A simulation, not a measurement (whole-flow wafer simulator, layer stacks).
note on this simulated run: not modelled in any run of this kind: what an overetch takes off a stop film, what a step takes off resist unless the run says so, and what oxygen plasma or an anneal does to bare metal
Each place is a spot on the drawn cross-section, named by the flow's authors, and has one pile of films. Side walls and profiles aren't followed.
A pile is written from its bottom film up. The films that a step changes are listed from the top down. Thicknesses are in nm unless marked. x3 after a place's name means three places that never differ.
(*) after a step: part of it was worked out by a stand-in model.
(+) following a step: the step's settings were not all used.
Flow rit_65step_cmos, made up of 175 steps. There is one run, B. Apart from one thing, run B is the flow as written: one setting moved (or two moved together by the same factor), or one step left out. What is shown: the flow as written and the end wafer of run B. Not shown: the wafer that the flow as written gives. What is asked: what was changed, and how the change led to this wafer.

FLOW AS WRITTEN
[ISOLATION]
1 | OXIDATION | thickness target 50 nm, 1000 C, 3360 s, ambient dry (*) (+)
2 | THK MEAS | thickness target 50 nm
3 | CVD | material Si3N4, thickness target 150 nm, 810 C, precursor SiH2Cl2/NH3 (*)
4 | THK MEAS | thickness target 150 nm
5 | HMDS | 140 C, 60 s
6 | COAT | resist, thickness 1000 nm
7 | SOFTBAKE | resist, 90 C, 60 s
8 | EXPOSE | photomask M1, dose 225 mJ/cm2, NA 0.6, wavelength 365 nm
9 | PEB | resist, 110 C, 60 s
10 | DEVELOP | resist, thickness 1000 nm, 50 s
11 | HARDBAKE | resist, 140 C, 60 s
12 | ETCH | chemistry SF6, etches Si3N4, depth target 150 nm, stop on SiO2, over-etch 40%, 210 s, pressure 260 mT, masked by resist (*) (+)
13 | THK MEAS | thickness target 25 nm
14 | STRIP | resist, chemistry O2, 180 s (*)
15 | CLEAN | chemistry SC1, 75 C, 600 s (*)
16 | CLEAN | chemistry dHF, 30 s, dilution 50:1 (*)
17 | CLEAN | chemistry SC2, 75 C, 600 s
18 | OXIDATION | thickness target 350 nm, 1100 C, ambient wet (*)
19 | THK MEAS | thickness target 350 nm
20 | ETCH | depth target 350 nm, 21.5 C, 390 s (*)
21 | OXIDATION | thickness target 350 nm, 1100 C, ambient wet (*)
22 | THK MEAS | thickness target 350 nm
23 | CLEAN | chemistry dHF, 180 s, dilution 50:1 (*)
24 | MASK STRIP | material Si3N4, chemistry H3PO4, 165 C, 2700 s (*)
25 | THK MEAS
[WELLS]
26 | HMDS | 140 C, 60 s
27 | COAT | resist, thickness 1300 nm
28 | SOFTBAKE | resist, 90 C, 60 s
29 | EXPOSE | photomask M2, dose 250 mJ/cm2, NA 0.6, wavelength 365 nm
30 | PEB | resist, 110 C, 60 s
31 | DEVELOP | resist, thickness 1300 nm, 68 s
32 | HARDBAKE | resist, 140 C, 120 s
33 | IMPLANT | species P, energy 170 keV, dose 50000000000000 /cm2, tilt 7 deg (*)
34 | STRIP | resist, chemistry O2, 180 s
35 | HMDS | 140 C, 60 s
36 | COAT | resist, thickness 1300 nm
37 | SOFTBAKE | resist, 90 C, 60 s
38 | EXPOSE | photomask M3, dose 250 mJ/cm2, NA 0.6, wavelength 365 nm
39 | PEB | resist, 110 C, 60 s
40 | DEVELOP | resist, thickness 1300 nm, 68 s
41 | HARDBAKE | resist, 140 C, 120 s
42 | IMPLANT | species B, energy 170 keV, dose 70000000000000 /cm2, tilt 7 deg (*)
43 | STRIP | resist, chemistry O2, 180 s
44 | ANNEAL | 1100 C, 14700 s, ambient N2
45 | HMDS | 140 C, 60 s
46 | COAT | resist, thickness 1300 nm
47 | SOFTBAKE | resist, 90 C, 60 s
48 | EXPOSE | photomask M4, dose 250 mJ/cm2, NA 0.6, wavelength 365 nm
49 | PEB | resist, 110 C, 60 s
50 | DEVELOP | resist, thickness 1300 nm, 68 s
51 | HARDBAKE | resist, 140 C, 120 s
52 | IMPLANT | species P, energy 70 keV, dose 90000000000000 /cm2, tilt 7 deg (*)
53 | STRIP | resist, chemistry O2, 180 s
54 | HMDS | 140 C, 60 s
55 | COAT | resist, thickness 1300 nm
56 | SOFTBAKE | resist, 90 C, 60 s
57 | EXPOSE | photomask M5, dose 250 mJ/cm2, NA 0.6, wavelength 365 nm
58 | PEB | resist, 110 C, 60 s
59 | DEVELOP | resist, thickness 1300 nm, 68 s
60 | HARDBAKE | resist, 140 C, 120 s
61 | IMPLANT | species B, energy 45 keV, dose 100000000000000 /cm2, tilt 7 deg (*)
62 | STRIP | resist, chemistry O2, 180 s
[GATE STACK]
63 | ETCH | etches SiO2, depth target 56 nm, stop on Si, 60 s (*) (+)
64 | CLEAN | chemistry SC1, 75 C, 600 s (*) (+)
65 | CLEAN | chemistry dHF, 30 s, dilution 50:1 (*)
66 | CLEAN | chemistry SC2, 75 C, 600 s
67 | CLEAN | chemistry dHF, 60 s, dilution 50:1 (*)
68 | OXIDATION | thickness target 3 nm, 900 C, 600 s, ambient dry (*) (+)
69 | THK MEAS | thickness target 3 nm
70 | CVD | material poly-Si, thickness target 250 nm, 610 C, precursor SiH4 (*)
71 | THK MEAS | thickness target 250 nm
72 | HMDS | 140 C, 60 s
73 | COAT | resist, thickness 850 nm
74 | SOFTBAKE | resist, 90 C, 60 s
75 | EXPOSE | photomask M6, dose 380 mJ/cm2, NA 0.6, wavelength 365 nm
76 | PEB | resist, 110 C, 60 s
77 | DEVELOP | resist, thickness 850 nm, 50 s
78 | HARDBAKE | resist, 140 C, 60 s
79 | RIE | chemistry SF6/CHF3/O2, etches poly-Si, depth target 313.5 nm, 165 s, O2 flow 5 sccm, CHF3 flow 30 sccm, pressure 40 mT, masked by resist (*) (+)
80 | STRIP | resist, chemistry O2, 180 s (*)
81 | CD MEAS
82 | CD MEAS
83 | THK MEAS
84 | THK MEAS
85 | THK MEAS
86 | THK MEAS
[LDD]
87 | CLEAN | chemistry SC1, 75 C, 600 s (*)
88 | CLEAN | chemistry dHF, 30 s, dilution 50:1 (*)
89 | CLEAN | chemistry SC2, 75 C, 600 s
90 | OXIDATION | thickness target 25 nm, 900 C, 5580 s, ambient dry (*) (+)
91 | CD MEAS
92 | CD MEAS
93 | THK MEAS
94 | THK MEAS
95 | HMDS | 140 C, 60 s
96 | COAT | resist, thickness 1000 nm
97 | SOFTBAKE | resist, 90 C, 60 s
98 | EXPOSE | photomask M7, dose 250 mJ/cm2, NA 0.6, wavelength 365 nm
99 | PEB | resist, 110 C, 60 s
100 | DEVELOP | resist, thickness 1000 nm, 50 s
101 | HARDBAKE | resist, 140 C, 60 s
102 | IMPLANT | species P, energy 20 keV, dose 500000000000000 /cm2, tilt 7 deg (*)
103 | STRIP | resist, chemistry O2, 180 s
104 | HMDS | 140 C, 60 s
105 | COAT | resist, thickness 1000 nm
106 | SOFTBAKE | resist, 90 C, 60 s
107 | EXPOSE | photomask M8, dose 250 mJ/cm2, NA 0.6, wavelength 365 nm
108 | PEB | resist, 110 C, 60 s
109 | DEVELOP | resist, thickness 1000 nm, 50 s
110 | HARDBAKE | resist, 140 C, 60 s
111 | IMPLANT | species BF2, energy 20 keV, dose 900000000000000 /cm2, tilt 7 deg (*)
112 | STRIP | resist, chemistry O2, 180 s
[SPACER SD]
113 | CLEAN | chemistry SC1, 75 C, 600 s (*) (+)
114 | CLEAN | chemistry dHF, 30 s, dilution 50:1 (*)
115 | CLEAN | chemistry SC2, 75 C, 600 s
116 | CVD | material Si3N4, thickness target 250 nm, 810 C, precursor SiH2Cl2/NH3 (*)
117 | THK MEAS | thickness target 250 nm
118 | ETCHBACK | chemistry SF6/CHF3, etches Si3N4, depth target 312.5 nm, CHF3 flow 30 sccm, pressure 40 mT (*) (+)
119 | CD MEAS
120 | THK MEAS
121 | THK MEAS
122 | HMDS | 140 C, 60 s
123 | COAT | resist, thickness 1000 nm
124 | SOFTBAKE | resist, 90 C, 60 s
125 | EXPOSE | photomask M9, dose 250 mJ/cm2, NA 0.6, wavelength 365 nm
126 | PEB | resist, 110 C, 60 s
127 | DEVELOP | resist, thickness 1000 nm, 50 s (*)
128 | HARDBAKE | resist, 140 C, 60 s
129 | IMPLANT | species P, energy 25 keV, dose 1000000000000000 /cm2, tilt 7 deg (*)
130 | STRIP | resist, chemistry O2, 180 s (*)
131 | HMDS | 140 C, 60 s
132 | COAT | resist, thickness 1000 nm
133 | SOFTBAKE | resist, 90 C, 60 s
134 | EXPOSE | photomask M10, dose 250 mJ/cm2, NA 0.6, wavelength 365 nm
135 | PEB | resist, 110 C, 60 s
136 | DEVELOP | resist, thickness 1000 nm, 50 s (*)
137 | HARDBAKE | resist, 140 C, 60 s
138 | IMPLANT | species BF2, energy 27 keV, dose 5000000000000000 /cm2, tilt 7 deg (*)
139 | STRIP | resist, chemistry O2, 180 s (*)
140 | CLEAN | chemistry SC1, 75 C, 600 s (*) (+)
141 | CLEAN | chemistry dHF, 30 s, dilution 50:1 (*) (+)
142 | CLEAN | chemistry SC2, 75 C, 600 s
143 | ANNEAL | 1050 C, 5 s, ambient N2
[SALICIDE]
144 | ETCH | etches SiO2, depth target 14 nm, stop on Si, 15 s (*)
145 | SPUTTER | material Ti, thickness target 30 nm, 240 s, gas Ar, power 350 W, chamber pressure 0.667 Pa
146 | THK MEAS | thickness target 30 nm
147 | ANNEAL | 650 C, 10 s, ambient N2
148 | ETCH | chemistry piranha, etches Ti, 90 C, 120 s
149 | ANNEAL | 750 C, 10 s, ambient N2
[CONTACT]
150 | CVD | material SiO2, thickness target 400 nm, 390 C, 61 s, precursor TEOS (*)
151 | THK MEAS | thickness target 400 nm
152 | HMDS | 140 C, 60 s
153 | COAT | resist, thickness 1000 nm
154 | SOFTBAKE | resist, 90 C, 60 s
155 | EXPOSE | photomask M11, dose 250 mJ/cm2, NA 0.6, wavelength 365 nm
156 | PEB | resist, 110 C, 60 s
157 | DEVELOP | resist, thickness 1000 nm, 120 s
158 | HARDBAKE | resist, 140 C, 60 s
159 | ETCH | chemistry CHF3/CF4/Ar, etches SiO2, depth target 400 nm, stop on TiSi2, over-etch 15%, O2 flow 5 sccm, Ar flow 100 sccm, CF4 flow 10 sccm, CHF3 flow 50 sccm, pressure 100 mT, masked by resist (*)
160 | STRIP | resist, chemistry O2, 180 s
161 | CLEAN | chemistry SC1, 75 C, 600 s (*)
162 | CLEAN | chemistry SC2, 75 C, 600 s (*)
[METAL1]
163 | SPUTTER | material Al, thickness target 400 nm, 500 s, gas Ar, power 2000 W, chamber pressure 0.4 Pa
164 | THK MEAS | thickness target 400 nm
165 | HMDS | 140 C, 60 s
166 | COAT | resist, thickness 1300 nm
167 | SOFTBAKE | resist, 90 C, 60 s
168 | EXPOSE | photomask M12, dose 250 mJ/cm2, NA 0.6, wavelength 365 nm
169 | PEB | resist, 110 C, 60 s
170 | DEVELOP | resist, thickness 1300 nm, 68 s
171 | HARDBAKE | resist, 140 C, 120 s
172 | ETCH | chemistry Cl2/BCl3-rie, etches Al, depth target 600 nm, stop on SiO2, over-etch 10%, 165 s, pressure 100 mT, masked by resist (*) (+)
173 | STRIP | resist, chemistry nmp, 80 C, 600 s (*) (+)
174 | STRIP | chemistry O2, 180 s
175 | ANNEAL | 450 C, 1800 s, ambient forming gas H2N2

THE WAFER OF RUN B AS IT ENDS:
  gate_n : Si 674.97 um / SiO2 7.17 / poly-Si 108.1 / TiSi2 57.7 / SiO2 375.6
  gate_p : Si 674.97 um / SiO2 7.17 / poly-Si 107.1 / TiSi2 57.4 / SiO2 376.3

What caused this: step 145, SPUTTER: thickness target 34 nm was run, though the flow has thickness target 30 nm.

How this came from the change, step by step:
  145 | SPUTTER | material Ti, thickness target 30 nm, 240 s, gas Ar, power 350 W, chamber pressure 0.667 Pa
      field, field_pw, field_nw, field_p, spacer, spacer_p: +34 Ti (new film) (in the flow as written it would be: +30 Ti (new film))
      gate_n: +30.9 Ti (new film) (in the flow as written it would be: +27.3 Ti (new film))
      (as well as at 1 more place)
  147 | ANNEAL | 650 C, 10 s, ambient N2
      gate_n: -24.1 Ti, +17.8 TiSi first (new film), +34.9 TiSi2 C49 (new film), -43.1 poly-Si (in the flow as written it would be: -21.3 Ti, +9.82 TiSi first (new film), +39.5 TiSi2 C49 (new film), -41.9 poly-Si)
      gate_p: -24 Ti, +17.5 TiSi first (new film), +35.1 TiSi2 C49 (new film), -43.1 poly-Si (in the flow as written it would be: -21.2 Ti, +9.56 TiSi first (new film), +39.6 TiSi2 C49 (new film), -41.9 poly-Si)
  148 | ETCH | chemistry piranha, etches Ti, 90 C, 120 s
      field, field_pw, field_nw, field_p, spacer, spacer_p: -34 Ti (all of it) (in the flow as written it would be: -30 Ti (all of it))
      gate_n: -6.81 Ti (all of it), -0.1 TiSi first (in the flow as written it would be: -6 Ti (all of it), -0.1 TiSi first)
      (as well as at 1 more place)
  149 | ANNEAL | 750 C, 10 s, ambient N2
      gate_n: +57.7 TiSi2 (new film), -17.7 TiSi first (all of it), -34.9 TiSi2 C49 (all of it), -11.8 poly-Si (in the flow as written it would be: +50.8 TiSi2 (new film), -9.72 TiSi first (all of it), -39.5 TiSi2 C49 (all of it), -6.48 poly-Si)
      gate_p: +57.4 TiSi2 (new film), -17.4 TiSi first (all of it), -35.1 TiSi2 C49 (all of it), -11.6 poly-Si (in the flow as written it would be: +50.6 TiSi2 (new film), -9.46 TiSi first (all of it), -39.6 TiSi2 C49 (all of it), -6.31 poly-Si)
